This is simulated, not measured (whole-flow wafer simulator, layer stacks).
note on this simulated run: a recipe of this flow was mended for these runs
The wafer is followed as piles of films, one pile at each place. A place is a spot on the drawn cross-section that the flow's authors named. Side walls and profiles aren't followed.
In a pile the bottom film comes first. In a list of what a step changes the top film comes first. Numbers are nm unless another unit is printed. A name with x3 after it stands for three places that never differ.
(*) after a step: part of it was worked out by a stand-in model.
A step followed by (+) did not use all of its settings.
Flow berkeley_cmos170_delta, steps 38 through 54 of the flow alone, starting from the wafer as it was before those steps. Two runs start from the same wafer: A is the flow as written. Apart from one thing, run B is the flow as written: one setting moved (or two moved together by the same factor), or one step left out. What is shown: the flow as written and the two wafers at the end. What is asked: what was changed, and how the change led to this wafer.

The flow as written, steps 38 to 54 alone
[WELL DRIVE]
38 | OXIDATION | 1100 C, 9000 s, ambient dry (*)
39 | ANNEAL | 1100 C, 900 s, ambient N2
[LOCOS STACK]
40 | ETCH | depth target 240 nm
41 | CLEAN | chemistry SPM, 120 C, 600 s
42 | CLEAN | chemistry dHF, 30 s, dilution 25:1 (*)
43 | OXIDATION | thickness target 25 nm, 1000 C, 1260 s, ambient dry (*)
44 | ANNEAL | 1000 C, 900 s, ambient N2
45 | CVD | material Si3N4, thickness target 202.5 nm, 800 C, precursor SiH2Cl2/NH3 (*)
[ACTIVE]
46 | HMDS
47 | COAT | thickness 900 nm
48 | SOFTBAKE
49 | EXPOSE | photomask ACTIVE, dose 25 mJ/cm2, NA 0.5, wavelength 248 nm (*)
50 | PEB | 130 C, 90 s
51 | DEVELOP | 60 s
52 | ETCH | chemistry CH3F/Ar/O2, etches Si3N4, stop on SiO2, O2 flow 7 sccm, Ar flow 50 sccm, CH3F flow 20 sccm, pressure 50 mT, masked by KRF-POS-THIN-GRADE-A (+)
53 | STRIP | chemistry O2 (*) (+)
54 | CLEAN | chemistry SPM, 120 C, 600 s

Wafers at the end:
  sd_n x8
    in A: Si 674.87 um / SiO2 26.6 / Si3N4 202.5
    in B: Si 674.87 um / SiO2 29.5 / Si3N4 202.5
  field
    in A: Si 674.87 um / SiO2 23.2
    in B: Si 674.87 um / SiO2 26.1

Cause: step 40, ETCH: depth target 187 nm was run, while the flow as written has depth target 240 nm.

Step by step, how the change led to this:
  40 | ETCH | depth target 240 nm
      field, sd_n x8: A SiO2 loses 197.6 (all of it) | B SiO2 loses 187
  41 | CLEAN | chemistry SPM, 120 C, 600 s
      field, sd_n x8: A chemical SiO2 gains 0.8 (new film), Si loses 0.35 | B nothing
  42 | CLEAN | chemistry dHF, 30 s, dilution 25:1 (*)
      field, sd_n x8: A chemical SiO2 loses 0.8 (all of it) | B SiO2 loses 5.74
  43 | OXIDATION | thickness target 25 nm, 1000 C, 1260 s, ambient dry (*)
      field, sd_n x8: A SiO2 gains 26.6 (new film), Si loses 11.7 | B SiO2 gains 24.6, Si loses 10.8
